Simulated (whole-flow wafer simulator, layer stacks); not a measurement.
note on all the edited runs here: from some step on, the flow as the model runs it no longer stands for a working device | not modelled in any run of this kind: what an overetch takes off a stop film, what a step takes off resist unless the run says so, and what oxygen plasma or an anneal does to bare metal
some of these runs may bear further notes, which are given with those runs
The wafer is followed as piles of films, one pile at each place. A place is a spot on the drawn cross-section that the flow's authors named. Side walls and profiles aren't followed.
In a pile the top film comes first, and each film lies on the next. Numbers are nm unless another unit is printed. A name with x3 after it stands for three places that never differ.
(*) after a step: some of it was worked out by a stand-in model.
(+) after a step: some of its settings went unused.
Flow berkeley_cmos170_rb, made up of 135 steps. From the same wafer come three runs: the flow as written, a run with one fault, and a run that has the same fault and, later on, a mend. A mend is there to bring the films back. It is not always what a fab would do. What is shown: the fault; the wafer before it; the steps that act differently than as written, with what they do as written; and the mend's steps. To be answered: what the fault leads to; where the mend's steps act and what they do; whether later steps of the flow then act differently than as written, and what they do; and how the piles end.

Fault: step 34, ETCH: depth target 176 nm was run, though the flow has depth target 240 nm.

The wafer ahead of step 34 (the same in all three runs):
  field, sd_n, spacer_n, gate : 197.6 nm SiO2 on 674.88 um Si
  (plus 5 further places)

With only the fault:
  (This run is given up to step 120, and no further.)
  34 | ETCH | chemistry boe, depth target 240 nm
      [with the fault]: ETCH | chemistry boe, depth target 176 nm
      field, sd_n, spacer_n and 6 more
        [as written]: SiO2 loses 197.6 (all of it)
        [with the fault]: SiO2 loses 176
  Later steps of the flow acting differently than as written (not shown: 24 more steps that differ only slightly, by at most 2% or 0.5 nm, whichever is larger):
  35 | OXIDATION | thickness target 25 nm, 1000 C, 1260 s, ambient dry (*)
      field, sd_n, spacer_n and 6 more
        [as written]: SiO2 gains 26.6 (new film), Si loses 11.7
        [with the fault]: SiO2 gains 20.5, Si loses 9
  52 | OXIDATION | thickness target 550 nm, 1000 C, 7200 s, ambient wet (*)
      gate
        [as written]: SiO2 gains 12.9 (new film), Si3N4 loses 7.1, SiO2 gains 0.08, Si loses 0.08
        [with the fault]: SiO2 gains 12.9 (new film), Si3N4 loses 7.1
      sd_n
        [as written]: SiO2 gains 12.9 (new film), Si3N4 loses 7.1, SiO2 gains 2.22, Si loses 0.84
        [with the fault]: SiO2 gains 12.9 (new film), Si3N4 loses 7.1, SiO2 gains 9.74, Si loses 4.06
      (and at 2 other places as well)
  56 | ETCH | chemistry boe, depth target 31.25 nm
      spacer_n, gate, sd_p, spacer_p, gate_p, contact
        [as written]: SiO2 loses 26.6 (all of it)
        [with the fault]: SiO2 loses 31.2
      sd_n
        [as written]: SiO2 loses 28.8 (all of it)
        [with the fault]: SiO2 loses 31.2
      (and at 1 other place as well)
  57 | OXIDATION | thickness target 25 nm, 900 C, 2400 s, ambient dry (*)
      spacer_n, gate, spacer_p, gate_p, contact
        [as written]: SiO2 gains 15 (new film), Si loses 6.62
        [with the fault]: SiO2 gains 11.9, Si loses 5.23
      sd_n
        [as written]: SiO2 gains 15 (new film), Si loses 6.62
        [with the fault]: SiO2 gains 10.2, Si loses 4.48
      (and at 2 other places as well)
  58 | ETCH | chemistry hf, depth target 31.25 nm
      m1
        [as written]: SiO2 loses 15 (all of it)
        [with the fault]: SiO2 loses 31.2
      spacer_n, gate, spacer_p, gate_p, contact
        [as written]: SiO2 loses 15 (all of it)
        [with the fault]: SiO2 loses 22.7 (all of it)
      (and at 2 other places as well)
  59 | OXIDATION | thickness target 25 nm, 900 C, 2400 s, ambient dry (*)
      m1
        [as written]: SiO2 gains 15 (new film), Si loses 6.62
        [with the fault]: SiO2 gains 11.5, Si loses 5.06
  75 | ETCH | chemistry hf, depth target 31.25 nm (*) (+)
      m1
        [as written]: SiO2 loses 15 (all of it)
        [with the fault]: SiO2 loses 16.4 (all of it)
  After step 120 the piles are close to the flow's at the places that both follow, differing by at most 2% or 0.5 nm, whichever is larger.

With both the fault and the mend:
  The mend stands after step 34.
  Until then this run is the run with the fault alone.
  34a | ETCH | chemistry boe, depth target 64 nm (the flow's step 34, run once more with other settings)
      field, sd_n, spacer_n and 6 more
        SiO2 loses 21.6 (all of it)
  Every later step of the flow that is run acts as written at every place that is followed.
  By the end, the piles equal the flow's at every place that both follow.
